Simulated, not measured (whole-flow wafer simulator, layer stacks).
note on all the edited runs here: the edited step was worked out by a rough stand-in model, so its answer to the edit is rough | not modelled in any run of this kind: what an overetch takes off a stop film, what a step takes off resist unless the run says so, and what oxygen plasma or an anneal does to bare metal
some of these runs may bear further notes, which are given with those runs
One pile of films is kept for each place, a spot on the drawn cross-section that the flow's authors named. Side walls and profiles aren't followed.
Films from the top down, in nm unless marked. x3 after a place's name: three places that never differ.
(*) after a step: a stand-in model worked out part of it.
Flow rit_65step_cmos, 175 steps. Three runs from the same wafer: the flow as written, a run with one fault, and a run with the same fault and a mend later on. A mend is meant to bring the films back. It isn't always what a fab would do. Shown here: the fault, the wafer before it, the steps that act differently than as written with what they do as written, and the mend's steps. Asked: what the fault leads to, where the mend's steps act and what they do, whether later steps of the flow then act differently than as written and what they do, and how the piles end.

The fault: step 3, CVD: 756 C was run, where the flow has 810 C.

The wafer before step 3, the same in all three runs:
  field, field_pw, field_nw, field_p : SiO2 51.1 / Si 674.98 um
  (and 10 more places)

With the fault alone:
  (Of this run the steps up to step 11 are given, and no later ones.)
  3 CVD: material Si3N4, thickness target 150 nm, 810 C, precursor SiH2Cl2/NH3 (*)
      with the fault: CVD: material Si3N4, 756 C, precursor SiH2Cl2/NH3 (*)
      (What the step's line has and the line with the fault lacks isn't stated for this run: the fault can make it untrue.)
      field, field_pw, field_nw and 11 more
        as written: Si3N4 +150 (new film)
        with the fault: Si3N4 +66.5 (new film)
  No later step of the flow up to step 11 acts differently than as written at any place that is followed.
  After step 11 the piles differ from the flow's by more than 2% or 0.5 nm, whichever is larger, at field, field_pw, field_nw and 11 more.
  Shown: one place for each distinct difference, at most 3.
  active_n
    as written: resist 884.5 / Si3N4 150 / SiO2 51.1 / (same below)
    with the fault: resist 884.5 / Si3N4 66.5 / SiO2 51.1 / (same below)
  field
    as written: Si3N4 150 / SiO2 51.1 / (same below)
    with the fault: Si3N4 66.5 / SiO2 51.1 / (same below)

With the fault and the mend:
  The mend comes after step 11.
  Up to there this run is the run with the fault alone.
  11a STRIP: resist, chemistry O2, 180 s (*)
      active_n, active_p, gate_n and 7 more
        resist -884.5 (all of it)
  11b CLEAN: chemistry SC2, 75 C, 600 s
      changes no film at any place that is followed
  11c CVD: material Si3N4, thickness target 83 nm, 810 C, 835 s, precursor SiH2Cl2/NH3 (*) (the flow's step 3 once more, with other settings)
      field, field_pw, field_nw and 11 more
        Si3N4 +83
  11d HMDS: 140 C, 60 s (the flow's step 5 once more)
      changes no film at any place that is followed
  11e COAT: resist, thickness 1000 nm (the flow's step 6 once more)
      field, field_pw, field_nw and 11 more
        resist +1000 (new film)
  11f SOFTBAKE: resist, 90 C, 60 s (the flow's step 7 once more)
      changes no film at any place that is followed
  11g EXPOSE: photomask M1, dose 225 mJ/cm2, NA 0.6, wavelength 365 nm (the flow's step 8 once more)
      changes no film at any place that is followed
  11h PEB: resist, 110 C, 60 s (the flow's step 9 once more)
      field, field_pw, field_nw and 11 more
        resist -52
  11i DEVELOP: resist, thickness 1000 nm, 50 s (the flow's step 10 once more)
      field, field_pw, field_nw, field_p
        resist -948 (all of it)
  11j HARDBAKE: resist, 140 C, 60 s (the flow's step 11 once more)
      active_n, active_p, gate_n and 7 more
        resist -63.5
  No later step of the flow acts differently than as written, at any place that is followed, by more than 2% or 0.5 nm, whichever is larger.
  At the end the piles differ from the flow's only slightly at the places that both follow, by at most 2% or 0.5 nm, whichever is larger.
